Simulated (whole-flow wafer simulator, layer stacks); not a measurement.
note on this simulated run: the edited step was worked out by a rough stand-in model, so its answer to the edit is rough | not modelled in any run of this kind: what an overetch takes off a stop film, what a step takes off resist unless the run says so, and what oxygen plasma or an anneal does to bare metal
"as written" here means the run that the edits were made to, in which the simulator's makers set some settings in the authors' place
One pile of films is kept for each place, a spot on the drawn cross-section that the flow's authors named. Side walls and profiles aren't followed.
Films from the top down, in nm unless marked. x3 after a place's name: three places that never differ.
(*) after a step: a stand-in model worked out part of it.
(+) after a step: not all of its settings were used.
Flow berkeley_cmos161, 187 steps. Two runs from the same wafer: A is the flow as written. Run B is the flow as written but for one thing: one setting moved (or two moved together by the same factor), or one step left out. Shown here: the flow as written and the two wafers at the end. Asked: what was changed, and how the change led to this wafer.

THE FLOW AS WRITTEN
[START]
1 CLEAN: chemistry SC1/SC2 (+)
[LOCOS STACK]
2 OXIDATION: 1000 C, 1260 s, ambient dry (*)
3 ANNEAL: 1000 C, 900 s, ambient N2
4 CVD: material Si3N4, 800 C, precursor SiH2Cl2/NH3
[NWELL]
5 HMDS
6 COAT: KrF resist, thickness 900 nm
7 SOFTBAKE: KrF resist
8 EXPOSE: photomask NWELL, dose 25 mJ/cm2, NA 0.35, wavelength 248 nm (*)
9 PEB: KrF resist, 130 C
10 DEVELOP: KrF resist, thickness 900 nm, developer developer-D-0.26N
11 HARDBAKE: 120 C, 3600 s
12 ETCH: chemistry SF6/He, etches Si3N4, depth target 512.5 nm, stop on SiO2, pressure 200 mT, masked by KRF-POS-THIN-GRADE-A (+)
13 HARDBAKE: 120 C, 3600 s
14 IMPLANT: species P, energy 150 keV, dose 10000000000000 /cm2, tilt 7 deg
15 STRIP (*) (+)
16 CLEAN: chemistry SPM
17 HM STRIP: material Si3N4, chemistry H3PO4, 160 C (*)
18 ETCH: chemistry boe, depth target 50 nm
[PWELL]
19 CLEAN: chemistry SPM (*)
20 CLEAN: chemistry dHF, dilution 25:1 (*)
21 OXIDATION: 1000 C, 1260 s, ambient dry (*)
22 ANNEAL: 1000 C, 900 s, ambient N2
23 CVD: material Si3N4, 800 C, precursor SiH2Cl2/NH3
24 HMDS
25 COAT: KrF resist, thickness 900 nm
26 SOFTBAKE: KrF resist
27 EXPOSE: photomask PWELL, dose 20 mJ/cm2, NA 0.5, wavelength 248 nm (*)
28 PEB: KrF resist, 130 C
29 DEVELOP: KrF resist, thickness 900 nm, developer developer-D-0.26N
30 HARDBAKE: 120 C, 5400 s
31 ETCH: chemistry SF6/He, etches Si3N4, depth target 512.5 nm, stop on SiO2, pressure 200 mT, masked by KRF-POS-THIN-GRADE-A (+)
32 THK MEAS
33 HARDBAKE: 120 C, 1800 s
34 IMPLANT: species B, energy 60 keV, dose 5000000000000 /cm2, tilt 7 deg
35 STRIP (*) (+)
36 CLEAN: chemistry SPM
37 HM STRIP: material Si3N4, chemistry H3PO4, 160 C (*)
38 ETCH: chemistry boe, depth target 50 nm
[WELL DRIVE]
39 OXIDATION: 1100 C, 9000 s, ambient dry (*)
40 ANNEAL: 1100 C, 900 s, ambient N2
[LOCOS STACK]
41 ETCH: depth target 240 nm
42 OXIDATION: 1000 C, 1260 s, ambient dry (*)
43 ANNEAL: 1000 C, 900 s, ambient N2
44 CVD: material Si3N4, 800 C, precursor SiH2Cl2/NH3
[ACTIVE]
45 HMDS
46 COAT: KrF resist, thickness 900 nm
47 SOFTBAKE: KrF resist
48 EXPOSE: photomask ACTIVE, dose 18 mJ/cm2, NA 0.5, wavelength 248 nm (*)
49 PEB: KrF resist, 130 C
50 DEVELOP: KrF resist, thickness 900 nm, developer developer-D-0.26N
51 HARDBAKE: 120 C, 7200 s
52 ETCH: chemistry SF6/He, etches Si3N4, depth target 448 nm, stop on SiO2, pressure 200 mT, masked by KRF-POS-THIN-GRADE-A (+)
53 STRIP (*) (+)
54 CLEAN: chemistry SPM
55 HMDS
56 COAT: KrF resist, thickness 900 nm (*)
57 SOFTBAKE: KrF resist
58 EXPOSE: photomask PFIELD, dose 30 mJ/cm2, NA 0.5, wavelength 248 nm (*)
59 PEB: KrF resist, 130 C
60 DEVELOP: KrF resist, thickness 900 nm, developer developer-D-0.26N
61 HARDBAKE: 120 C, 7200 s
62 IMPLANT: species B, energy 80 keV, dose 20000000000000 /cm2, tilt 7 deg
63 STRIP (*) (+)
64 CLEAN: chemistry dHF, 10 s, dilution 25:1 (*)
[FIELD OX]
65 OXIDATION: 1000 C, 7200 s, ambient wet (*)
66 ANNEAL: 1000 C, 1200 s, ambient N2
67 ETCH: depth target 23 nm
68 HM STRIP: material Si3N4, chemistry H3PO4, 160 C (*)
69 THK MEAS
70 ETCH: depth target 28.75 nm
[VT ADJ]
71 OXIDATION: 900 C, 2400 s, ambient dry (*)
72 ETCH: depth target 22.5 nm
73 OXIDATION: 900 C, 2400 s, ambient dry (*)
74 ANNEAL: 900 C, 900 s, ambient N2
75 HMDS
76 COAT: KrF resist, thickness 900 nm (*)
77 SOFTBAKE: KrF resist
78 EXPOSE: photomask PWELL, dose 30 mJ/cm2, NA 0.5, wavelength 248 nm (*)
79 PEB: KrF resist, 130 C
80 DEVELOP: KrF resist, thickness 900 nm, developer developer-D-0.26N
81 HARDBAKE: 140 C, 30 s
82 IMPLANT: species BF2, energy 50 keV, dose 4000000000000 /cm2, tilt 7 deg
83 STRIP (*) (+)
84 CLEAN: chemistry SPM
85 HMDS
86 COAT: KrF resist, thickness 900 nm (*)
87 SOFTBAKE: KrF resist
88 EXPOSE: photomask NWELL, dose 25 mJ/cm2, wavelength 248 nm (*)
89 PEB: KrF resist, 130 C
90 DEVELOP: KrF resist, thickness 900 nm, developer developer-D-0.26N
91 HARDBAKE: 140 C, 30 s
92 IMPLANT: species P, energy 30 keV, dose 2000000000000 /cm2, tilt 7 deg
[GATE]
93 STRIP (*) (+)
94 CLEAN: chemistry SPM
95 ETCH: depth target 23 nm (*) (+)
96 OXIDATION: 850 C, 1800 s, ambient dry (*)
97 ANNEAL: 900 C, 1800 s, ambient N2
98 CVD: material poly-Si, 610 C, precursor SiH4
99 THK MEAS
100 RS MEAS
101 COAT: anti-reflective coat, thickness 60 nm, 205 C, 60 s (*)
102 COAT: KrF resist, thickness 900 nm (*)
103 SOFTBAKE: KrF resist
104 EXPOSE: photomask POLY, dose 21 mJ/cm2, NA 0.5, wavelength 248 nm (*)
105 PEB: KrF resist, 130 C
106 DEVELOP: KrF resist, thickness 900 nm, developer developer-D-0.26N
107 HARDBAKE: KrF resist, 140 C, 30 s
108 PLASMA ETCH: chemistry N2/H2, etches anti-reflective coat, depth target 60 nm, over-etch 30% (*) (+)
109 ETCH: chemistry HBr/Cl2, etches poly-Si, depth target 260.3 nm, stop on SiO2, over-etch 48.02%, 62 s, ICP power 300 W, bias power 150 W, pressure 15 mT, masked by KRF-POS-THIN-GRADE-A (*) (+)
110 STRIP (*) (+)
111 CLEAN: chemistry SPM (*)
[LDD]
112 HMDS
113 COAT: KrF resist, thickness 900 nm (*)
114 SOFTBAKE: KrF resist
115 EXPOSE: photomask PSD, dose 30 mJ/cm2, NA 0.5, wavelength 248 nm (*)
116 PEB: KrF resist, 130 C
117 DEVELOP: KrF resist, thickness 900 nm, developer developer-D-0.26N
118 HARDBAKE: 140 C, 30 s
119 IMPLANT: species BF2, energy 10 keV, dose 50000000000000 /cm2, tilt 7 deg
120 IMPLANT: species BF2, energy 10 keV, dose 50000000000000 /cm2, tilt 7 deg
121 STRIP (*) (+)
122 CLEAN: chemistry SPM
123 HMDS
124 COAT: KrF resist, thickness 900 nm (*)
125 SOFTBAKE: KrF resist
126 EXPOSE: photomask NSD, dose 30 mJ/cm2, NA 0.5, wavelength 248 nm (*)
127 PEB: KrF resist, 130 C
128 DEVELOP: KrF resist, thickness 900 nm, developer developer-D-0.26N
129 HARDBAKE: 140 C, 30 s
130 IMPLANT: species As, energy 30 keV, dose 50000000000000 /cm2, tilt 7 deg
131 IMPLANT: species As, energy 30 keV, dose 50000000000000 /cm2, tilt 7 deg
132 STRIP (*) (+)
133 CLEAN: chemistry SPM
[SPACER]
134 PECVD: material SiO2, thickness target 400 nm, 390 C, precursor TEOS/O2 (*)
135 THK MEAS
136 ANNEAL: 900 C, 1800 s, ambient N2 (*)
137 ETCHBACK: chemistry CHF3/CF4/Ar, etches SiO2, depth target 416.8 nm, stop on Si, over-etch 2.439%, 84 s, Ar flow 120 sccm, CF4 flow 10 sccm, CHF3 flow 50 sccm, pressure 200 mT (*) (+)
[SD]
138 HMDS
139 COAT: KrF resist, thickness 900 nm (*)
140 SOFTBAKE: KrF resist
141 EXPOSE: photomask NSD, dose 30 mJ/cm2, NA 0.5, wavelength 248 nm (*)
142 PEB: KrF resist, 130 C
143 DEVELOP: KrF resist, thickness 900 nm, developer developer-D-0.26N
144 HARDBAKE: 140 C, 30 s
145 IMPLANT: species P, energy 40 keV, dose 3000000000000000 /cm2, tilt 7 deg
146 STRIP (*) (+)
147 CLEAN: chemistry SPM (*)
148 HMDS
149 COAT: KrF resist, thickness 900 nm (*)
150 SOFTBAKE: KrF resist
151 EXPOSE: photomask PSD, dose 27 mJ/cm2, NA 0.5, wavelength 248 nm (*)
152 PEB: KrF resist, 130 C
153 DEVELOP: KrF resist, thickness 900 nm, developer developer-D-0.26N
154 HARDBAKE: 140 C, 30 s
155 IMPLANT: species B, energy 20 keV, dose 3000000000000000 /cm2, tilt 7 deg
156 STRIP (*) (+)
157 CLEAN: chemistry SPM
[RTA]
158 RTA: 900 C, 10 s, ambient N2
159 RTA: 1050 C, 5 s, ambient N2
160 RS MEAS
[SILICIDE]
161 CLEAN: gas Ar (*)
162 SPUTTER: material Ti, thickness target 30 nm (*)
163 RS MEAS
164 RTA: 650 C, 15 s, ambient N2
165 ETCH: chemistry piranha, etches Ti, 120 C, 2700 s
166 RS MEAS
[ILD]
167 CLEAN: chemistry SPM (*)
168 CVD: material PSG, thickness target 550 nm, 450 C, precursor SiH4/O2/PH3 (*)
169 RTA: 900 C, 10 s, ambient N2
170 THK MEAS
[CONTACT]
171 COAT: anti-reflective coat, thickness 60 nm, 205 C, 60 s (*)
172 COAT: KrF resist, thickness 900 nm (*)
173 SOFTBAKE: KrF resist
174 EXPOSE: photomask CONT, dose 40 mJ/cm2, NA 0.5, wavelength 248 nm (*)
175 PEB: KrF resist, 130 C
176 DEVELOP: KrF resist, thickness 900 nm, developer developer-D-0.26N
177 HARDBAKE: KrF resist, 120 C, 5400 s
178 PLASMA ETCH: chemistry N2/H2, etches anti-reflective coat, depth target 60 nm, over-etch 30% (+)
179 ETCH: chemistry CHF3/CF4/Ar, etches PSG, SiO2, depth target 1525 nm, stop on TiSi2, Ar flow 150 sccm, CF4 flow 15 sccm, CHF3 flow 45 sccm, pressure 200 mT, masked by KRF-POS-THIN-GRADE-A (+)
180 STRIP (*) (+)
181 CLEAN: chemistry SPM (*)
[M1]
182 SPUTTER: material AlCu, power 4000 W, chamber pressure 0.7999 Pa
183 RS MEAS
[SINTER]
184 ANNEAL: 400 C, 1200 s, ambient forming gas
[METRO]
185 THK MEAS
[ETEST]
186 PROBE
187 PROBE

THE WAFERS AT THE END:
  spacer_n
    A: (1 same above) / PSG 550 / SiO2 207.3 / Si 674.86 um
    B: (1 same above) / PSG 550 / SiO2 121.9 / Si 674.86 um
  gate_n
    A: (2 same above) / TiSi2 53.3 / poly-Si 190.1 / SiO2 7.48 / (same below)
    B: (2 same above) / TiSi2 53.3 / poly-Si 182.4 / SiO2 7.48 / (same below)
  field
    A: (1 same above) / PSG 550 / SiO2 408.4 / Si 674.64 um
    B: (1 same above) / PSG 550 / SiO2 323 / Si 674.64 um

The cause: step 137, ETCHBACK: depth target 500.2 nm was run, where the flow has depth target 416.8 nm.

How the change led to this, step by step:
  137 ETCHBACK: chemistry CHF3/CF4/Ar, etches SiO2, depth target 416.8 nm, stop on Si, over-etch 2.439%, 84 s, Ar flow 120 sccm, CF4 flow 10 sccm, CHF3 flow 50 sccm, pressure 200 mT (*) (+)
      spacer_n, spacer_p: A SiO2 -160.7 | B SiO2 -246.1
      gate_n, gate_p: A SiO2 -382 (all of it), chemical SiO2 -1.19 (all of it), poly-Si -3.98 | B SiO2 -382 (all of it), chemical SiO2 -1.19 (all of it), poly-Si -11.7
      (and at 1 more place)
  139 COAT: KrF resist, thickness 900 nm (*)
      sd_n: A KrF resist +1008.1 (new film) | B KrF resist +958.9 (new film)
      spacer_n: A KrF resist +816.8 (new film) | B KrF resist +857.9 (new film)
      (and at 6 more places)
  143 DEVELOP: KrF resist, thickness 900 nm, developer developer-D-0.26N
      sd_n: A KrF resist -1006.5 (all of it) | B KrF resist -957.4 (all of it)
      spacer_n: A KrF resist -815.5 (all of it) | B KrF resist -856.5 (all of it)
      (and at 2 more places)
  144 HARDBAKE: 140 C, 30 s
      sd_p: A KrF resist -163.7 | B KrF resist -156.7
      spacer_p: A KrF resist -131 | B KrF resist -138.3
      (and at 2 more places)
  146 STRIP (*) (+)
      field: A KrF resist -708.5 (all of it) | B KrF resist -723.2 (all of it)
      sd_p: A chemical SiO2 +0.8 (new film), KrF resist -832.5 (all of it), Si -0.35 | B chemical SiO2 +0.79 (new film), KrF resist -796.1 (all of it), Si -0.35
      (and at 3 more places)
  149 COAT: KrF resist, thickness 900 nm (*)
      sd_n: A KrF resist +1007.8 (new film) | B KrF resist +958.6 (new film)
      spacer_n: A KrF resist +817.1 (new film) | B KrF resist +858.2 (new film)
      (and at 6 more places)
  153 DEVELOP: KrF resist, thickness 900 nm, developer developer-D-0.26N
      sd_p: A KrF resist -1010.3 (all of it) | B KrF resist -966.9 (all of it)
      spacer_p: A KrF resist -808.8 (all of it) | B KrF resist -853.6 (all of it)
      (and at 1 more place)
  154 HARDBAKE: 140 C, 30 s
      sd_n: A KrF resist -163 | B KrF resist -155.2
      spacer_n: A KrF resist -132.2 | B KrF resist -138.9
      (and at 3 more places)
  156 STRIP (*) (+)
      field: A KrF resist -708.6 (all of it) | B KrF resist -723.5 (all of it)
      sd_n: A KrF resist -828.9 (all of it), chemical SiO2 +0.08 | B KrF resist -787.6 (all of it), chemical SiO2 +0.08
      (and at 4 more places)
  168 CVD: material PSG, thickness target 550 nm, 450 C, precursor SiH4/O2/PH3 (*)
      sd_p: A PSG +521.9 (new film) | B PSG +535.4 (new film)
  171 COAT: anti-reflective coat, thickness 60 nm, 205 C, 60 s (*)
      field: A anti-reflective coat +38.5 (new film) | B anti-reflective coat +36.6 (new film)
      sd_n: A anti-reflective coat +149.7 (new film) | B anti-reflective coat +106.2 (new film)
      (and at 7 more places)
  172 COAT: KrF resist, thickness 900 nm (*)
      gate_n: A KrF resist +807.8 (new film) | B KrF resist +772 (new film)
      sd_p: A KrF resist +996.6 (new film) | B KrF resist +951.6 (new film)
      (and at 4 more places)
  176 DEVELOP: KrF resist, thickness 900 nm, developer developer-D-0.26N
      contact: A KrF resist -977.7 (all of it) | B KrF resist -929.8 (all of it)
  178 PLASMA ETCH: chemistry N2/H2, etches anti-reflective coat, depth target 60 nm, over-etch 30% (+)
      field, sd_n, spacer_n, gate_n, sd_p, spacer_p, gate_p, m1: A KrF resist -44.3 | B KrF resist -51.4
      contact: A anti-reflective coat -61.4 (all of it), PSG -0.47 | B anti-reflective coat -71.2 (all of it), PSG -0.55
  180 STRIP (*) (+)
      field: A KrF resist -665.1 (all of it), anti-reflective coat -38.5 (all of it) | B KrF resist -670.8 (all of it), anti-reflective coat -36.6 (all of it)
      sd_n: A KrF resist -692.5 (all of it), anti-reflective coat -149.7 (all of it) | B KrF resist -678.7 (all of it), anti-reflective coat -106.2 (all of it)
      (and at 6 more places)
  182 SPUTTER: material AlCu, power 4000 W, chamber pressure 0.7999 Pa
      sd_p: A AlCu +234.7 (new film) | B AlCu +258.3 (new film)
